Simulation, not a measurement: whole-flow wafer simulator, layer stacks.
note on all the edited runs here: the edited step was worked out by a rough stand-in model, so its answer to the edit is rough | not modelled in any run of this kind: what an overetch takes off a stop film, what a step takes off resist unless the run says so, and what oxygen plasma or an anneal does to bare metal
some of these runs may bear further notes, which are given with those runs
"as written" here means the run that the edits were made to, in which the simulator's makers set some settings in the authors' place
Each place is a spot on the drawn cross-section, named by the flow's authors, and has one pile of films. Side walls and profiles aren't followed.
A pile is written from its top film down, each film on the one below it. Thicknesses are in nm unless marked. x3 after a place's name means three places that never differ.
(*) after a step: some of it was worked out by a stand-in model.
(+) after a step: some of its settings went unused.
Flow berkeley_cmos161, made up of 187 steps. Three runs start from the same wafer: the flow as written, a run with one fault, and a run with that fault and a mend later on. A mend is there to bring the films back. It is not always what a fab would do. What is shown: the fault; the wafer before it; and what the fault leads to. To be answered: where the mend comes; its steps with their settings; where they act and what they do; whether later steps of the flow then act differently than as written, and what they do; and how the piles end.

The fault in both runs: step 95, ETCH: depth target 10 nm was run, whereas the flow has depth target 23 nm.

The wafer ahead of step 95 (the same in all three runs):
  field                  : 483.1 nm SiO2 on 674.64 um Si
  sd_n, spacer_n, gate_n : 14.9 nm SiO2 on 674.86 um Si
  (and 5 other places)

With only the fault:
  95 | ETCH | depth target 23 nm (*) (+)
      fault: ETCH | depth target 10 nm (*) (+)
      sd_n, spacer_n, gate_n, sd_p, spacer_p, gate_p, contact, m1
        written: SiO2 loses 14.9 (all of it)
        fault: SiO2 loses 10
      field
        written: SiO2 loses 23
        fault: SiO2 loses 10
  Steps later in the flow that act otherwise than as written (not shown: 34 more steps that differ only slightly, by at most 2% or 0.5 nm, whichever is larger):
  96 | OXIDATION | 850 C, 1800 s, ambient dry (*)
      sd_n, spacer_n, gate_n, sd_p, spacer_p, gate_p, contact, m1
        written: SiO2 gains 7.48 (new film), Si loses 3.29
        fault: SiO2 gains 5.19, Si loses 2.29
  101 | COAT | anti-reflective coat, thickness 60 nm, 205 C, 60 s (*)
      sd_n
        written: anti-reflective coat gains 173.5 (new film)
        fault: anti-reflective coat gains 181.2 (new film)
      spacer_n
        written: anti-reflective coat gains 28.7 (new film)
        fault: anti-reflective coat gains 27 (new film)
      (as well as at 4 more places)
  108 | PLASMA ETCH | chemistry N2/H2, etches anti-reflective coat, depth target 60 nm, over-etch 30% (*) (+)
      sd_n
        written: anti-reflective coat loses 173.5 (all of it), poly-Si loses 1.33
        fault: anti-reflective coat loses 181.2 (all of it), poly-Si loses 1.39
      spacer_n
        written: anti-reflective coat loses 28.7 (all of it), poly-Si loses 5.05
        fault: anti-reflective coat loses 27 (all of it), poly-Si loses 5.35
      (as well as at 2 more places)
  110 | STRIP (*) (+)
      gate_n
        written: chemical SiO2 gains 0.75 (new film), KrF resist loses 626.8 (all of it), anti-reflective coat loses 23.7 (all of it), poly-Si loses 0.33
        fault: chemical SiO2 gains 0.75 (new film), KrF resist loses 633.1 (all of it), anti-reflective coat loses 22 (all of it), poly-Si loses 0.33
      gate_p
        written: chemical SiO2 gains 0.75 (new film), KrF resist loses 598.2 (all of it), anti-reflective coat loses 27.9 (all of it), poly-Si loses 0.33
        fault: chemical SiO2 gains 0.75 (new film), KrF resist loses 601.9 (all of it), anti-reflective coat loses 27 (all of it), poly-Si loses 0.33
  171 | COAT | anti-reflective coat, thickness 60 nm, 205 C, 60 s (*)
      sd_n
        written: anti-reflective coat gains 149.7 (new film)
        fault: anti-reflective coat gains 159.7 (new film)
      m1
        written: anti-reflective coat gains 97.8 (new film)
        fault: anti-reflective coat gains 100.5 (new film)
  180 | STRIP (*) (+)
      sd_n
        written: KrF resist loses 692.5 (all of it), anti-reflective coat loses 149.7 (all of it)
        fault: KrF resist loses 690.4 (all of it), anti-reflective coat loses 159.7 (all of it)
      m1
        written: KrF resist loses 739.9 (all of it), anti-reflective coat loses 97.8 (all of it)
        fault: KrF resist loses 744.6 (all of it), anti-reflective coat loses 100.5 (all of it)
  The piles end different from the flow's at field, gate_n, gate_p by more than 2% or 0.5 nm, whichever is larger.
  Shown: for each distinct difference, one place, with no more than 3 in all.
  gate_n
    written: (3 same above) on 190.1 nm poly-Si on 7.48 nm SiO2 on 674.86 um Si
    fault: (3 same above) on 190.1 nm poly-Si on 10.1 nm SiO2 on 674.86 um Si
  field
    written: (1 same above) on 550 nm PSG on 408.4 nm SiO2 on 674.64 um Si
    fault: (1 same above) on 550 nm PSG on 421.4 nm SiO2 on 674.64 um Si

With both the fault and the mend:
  After step 95 comes the mend.
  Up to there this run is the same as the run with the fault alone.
  95a | ETCH | depth target 13 nm (*) (+) (the flow's step 95, run once more with other settings)
      sd_n, spacer_n, gate_n, sd_p, spacer_p, gate_p, contact, m1
        SiO2 loses 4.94 (all of it)
      field
        SiO2 loses 13
  Every later step of the flow that is run acts as written at every place that is followed.
  By the end, the piles equal the flow's at every place that both follow.
